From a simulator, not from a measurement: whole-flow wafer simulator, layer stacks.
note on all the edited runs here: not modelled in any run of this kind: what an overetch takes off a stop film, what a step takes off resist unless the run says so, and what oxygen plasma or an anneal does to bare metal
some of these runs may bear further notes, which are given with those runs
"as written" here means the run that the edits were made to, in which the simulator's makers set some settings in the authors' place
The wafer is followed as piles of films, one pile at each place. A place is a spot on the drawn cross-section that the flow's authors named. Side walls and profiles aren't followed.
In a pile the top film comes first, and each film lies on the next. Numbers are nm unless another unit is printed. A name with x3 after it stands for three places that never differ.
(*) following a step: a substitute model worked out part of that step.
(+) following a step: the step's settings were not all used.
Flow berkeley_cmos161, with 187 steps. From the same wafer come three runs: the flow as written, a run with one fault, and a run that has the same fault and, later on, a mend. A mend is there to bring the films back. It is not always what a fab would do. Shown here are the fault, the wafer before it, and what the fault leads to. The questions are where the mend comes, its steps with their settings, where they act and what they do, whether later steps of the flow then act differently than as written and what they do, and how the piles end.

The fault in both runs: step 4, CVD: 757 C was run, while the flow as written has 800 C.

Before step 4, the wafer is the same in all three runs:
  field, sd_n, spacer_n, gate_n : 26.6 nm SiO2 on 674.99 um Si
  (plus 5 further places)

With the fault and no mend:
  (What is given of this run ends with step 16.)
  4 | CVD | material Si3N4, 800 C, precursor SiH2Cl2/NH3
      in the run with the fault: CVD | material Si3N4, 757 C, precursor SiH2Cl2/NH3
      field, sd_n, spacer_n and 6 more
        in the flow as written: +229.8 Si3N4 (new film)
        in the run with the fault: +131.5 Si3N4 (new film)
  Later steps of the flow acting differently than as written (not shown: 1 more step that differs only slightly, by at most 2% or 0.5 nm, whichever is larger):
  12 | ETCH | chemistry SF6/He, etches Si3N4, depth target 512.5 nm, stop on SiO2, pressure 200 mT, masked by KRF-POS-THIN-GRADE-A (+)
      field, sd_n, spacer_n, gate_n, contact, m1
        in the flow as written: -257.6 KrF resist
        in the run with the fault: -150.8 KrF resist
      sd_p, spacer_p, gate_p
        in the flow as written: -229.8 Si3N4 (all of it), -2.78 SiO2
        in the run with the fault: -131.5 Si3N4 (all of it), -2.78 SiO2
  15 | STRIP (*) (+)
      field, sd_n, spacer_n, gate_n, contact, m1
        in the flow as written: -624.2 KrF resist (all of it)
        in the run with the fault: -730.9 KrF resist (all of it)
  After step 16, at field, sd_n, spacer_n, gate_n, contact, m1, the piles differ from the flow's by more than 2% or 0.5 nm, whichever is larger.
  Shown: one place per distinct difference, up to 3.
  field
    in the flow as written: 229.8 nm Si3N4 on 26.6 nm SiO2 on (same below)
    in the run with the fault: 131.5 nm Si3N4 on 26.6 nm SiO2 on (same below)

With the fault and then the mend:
  After step 11 comes the mend.
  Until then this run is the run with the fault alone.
  11a | STRIP (*) (+)
      field, sd_n, spacer_n, gate_n, contact, m1
        -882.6 KrF resist (all of it)
  11b | CLEAN | chemistry SC1/SC2 (*) (a further turn of the flow's step 1)
      leaves every film unchanged at each place that is followed
  11c | CVD | material Si3N4, 800 C, precursor SiH2Cl2/NH3 (a further turn of the flow's step 4; the settings that differ are not printed)
      field, sd_n, spacer_n and 6 more
        +98.2 Si3N4
  11d | HMDS (a further turn of the flow's step 5)
      leaves every film unchanged at each place that is followed
  11e | COAT | KrF resist, thickness 900 nm (a further turn of the flow's step 6)
      field, sd_n, spacer_n and 6 more
        +900 KrF resist (new film)
  11f | SOFTBAKE | KrF resist (a further turn of the flow's step 7)
      leaves every film unchanged at each place that is followed
  11g | EXPOSE | photomask NWELL, dose 25 mJ/cm2, NA 0.35, wavelength 248 nm (*) (a further turn of the flow's step 8)
      leaves every film unchanged at each place that is followed
  11h | PEB | KrF resist, 130 C (a further turn of the flow's step 9)
      field, sd_n, spacer_n and 6 more
        -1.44 KrF resist
  11i | DEVELOP | KrF resist, thickness 900 nm, developer developer-D-0.26N (a further turn of the flow's step 10)
      field, sd_n, spacer_n, gate_n, contact, m1
        -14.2 KrF resist
      sd_p, spacer_p, gate_p
        -898.6 KrF resist (all of it)
  11j | HARDBAKE | 120 C, 3600 s (a further turn of the flow's step 11)
      field, sd_n, spacer_n, gate_n, contact, m1
        -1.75 KrF resist
  None of the later steps of the flow differs from how it acts as written, at any place that is followed, by more than 2% or 0.5 nm, whichever is larger.
  At every place that both follow, the piles at the end match the flow's.
